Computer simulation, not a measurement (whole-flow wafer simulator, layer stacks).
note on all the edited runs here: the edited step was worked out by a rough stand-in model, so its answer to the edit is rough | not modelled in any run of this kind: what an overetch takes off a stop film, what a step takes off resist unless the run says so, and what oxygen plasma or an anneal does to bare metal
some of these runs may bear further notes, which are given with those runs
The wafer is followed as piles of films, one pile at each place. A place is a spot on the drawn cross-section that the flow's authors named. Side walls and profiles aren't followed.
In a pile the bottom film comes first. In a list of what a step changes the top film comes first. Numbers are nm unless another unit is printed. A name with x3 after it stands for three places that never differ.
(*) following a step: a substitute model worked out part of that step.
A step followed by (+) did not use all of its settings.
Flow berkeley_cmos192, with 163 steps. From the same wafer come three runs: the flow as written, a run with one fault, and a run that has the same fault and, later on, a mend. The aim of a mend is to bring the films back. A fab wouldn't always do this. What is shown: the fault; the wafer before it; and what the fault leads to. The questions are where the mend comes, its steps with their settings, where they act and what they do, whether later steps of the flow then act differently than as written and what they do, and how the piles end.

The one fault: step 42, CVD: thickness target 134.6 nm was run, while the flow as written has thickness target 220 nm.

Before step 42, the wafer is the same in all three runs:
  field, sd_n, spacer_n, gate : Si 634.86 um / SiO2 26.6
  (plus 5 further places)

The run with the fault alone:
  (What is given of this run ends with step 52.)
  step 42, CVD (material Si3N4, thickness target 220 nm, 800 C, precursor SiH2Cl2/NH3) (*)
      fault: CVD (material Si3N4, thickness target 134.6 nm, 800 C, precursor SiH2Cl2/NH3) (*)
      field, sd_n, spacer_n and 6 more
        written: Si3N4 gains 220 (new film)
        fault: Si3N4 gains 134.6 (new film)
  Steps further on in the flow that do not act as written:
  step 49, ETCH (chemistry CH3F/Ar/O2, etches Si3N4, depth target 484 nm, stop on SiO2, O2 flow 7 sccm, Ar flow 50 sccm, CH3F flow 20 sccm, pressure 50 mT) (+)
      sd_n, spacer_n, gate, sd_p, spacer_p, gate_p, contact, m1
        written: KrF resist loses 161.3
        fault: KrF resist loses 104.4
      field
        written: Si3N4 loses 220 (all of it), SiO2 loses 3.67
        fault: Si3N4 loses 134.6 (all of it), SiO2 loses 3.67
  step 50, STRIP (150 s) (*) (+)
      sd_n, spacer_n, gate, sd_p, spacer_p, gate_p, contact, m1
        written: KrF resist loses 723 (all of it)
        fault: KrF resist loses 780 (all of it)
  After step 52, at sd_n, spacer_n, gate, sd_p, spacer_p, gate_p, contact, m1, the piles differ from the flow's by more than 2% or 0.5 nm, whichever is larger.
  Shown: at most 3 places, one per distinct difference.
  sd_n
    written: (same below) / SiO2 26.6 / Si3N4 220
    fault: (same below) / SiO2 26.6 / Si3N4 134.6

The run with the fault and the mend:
  After step 48 comes the mend.
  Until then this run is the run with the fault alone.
  step 48a, STRIP (150 s) (*) (+)
      sd_n, spacer_n, gate, sd_p, spacer_p, gate_p, contact, m1
        KrF resist loses 884.4 (all of it)
  step 48b, CLEAN (chemistry SPM) (the flow's step 34 again)
      does not change any film at any place that is followed
  step 48c, CVD (material Si3N4, thickness target 85.36 nm, 800 C, precursor SiH2Cl2/NH3) (*) (the flow's step 42 again, with other settings)
      field, sd_n, spacer_n and 6 more
        Si3N4 gains 85.4
  step 48d, HMDS (the flow's step 43 again)
      does not change any film at any place that is followed
  step 48e, COAT (KrF resist, thickness 900 nm) (the flow's step 44 again)
      field, sd_n, spacer_n and 6 more
        KrF resist gains 900 (new film)
  step 48f, SOFTBAKE (KrF resist) (the flow's step 45 again)
      does not change any film at any place that is followed
  step 48g, EXPOSE (photomask ACTIVE, dose 18 mJ/cm2, NA 0.5, wavelength 248 nm) (*) (the flow's step 46 again)
      does not change any film at any place that is followed
  step 48h, PEB (KrF resist, 130 C, 60 s) (the flow's step 47 again)
      field, sd_n, spacer_n and 6 more
        KrF resist loses 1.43
  step 48i, DEVELOP (KrF resist, thickness 900 nm, developer developer-D-0.26N, 45 s) (the flow's step 48 again)
      sd_n, spacer_n, gate, sd_p, spacer_p, gate_p, contact, m1
        KrF resist loses 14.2
      field
        KrF resist loses 898.6 (all of it)
  Later steps of the flow that are run all act as written at every place that is followed, up to a difference of at most 2% or 0.5 nm, whichever is larger.
  By the end, the piles equal the flow's at every place that both follow.
